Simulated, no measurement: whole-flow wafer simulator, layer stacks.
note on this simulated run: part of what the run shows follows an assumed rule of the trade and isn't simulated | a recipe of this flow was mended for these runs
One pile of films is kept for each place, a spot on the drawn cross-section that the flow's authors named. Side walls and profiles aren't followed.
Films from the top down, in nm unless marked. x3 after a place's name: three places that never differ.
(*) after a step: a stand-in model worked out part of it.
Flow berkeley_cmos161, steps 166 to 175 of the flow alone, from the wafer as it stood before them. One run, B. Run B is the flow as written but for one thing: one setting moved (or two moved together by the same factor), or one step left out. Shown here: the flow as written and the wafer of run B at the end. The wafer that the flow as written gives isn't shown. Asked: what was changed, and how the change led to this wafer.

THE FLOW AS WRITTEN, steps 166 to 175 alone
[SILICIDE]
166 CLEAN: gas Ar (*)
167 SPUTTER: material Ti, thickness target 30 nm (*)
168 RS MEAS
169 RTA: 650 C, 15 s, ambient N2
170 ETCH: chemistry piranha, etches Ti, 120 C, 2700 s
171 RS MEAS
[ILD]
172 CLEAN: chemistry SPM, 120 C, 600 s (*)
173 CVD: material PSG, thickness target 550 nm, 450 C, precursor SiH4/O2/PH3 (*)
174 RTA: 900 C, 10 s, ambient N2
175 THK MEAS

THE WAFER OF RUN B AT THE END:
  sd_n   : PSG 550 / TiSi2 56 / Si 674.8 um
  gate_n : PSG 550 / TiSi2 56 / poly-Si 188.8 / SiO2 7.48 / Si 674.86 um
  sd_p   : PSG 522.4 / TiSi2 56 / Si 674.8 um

The cause: step 170, ETCH: chemistry piranha, etches Ti, 120 C, 2700 s, was left out.

How the change led to this, step by step:
  172 CLEAN: chemistry SPM, 120 C, 600 s (*)
      sd_n, gate_n, sd_p, gate_p, contact x2: Ti -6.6 (all of it) (as written it would be: nothing)
      field, spacer_n, spacer_p: Ti -30 (all of it) (as written it would be: nothing)
  174 RTA: 900 C, 10 s, ambient N2
      sd_n, sd_p, contact x2: under 1 film: TiSi2 +56 (new film), TiSi first -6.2 (all of it), TiSi2 C49 -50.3 (all of it), Si -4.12 (as written it would be: under 1 film: TiSi2 +53.3 (new film), TiSi first -4.27 (all of it), TiSi2 C49 -50.3 (all of it), Si -2.83)
      gate_n, gate_p: under 1 film: TiSi2 +56 (new film), TiSi first -6.2 (all of it), TiSi2 C49 -50.3 (all of it), poly-Si -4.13 (as written it would be: under 1 film: TiSi2 +53.3 (new film), TiSi first -4.27 (all of it), TiSi2 C49 -50.3 (all of it), poly-Si -2.85)
